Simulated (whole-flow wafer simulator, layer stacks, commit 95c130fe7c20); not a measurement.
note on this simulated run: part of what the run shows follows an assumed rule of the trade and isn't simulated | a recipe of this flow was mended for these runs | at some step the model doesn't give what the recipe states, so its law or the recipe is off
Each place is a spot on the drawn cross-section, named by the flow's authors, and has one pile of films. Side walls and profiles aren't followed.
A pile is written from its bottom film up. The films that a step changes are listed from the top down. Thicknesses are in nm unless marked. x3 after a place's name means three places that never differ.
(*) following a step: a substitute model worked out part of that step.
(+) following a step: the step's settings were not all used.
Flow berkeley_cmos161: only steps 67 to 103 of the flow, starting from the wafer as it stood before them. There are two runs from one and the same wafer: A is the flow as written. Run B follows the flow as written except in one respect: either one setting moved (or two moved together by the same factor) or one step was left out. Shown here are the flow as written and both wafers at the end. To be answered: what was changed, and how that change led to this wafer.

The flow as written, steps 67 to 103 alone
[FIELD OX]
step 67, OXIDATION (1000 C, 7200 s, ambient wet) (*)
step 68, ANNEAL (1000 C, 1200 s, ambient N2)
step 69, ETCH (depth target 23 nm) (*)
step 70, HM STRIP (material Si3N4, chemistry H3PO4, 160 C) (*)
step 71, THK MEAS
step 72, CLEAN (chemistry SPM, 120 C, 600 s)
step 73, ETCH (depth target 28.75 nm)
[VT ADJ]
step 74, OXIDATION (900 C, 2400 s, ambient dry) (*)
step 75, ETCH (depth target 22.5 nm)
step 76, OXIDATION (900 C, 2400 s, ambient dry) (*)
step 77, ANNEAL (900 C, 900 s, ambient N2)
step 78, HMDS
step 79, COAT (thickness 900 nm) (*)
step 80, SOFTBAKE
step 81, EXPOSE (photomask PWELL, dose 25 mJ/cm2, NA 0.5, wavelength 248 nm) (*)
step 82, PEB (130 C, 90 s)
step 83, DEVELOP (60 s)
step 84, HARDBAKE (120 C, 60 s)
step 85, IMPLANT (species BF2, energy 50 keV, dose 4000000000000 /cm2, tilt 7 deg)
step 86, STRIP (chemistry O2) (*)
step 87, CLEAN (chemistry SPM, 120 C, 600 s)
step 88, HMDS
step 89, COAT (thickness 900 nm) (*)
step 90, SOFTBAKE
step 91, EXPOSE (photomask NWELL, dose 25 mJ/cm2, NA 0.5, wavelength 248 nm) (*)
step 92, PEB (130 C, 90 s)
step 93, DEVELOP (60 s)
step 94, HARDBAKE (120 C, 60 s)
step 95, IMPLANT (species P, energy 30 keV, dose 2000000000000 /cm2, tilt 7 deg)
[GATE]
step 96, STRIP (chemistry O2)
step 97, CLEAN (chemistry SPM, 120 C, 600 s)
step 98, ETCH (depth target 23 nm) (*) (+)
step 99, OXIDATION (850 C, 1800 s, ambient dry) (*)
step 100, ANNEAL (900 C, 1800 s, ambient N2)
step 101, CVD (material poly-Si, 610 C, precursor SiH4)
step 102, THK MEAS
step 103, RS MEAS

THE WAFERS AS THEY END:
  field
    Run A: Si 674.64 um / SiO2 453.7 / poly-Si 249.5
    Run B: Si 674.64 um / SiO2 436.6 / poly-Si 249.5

Cause: step 73, ETCH: depth target 46 nm was run, while the flow as written has depth target 28.75 nm.

How this came from the change, step by step:
  step 73, ETCH (depth target 28.75 nm)
      field: A SiO2 loses 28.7 | B SiO2 loses 46
